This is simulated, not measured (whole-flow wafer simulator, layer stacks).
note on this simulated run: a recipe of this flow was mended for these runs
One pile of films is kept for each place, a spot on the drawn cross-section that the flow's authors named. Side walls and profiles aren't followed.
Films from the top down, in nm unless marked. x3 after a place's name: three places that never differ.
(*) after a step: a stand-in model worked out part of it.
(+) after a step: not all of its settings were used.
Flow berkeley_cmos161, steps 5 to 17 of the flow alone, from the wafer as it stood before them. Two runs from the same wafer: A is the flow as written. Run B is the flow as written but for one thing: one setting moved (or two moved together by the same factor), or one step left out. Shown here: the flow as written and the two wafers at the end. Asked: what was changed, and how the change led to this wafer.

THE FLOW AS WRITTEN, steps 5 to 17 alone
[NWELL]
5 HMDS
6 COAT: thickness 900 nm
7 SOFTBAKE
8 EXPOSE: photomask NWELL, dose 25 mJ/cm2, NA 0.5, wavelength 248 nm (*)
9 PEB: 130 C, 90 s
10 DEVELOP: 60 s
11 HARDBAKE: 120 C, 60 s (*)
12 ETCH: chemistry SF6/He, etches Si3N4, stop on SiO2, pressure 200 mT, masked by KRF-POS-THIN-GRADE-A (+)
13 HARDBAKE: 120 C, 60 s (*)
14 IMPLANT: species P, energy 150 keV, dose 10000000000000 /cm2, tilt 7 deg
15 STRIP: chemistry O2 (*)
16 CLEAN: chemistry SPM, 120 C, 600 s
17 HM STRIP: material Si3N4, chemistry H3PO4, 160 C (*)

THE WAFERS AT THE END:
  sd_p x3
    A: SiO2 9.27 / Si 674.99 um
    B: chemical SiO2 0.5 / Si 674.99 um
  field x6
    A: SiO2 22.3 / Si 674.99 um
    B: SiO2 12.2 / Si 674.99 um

The cause: step 17, HM STRIP: 171 C was run, where the flow has 160 C.

How the change led to this, step by step:
  17 HM STRIP: material Si3N4, chemistry H3PO4, 160 C (*)
      sd_p x3: A SiO2 -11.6 | B chemical SiO2 +0.5 (new film), SiO2 -20.9 (all of it), Si -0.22
      field x6: A Si3N4 -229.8 (all of it), SiO2 -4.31 | B Si3N4 -229.8 (all of it), SiO2 -14.5
